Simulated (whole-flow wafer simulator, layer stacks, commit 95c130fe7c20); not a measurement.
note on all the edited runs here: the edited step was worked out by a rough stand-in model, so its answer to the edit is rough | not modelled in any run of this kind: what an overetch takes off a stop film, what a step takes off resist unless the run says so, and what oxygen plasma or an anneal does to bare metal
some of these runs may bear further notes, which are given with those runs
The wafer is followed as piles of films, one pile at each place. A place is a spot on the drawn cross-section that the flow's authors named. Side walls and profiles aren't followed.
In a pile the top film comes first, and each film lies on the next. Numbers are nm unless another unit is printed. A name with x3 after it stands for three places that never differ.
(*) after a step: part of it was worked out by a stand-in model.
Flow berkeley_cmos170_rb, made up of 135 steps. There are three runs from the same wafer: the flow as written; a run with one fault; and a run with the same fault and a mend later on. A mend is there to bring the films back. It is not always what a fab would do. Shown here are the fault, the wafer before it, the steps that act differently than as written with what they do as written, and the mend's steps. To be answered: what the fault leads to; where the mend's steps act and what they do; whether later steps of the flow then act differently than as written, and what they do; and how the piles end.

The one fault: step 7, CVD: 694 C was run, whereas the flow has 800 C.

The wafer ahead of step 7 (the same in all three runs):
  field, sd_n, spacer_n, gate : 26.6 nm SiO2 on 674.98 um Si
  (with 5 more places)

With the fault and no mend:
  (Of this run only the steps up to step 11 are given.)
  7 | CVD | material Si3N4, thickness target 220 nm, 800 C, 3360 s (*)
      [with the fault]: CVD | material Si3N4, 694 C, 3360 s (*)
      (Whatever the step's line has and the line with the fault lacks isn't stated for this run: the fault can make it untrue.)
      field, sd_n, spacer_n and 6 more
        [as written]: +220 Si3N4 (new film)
        [with the fault]: +31.6 Si3N4 (new film)
  None of the later steps of the flow up to step 11 acts differently than as written at any place that is followed.
  Once step 11 is done, the piles at field, sd_n, spacer_n and 6 more depart from the flow's by more than 2% or 0.5 nm, whichever is larger.
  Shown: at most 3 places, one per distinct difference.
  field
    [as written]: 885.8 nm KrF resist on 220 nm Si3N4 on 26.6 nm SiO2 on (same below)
    [with the fault]: 885.8 nm KrF resist on 31.6 nm Si3N4 on 26.6 nm SiO2 on (same below)
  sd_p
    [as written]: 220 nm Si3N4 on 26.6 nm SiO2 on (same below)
    [with the fault]: 31.6 nm Si3N4 on 26.6 nm SiO2 on (same below)

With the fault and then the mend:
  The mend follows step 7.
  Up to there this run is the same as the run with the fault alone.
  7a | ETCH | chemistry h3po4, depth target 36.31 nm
      field, sd_n, spacer_n and 6 more
        -31.6 Si3N4 (all of it)
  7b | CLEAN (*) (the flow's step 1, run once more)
      alters no film at any place that is followed
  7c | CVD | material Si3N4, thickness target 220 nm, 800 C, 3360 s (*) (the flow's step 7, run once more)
      field, sd_n, spacer_n and 6 more
        +220 Si3N4 (new film)
  None of the later steps of the flow acts differently than as written at any place that is followed.
  By the end, the piles equal the flow's at every place that both follow.
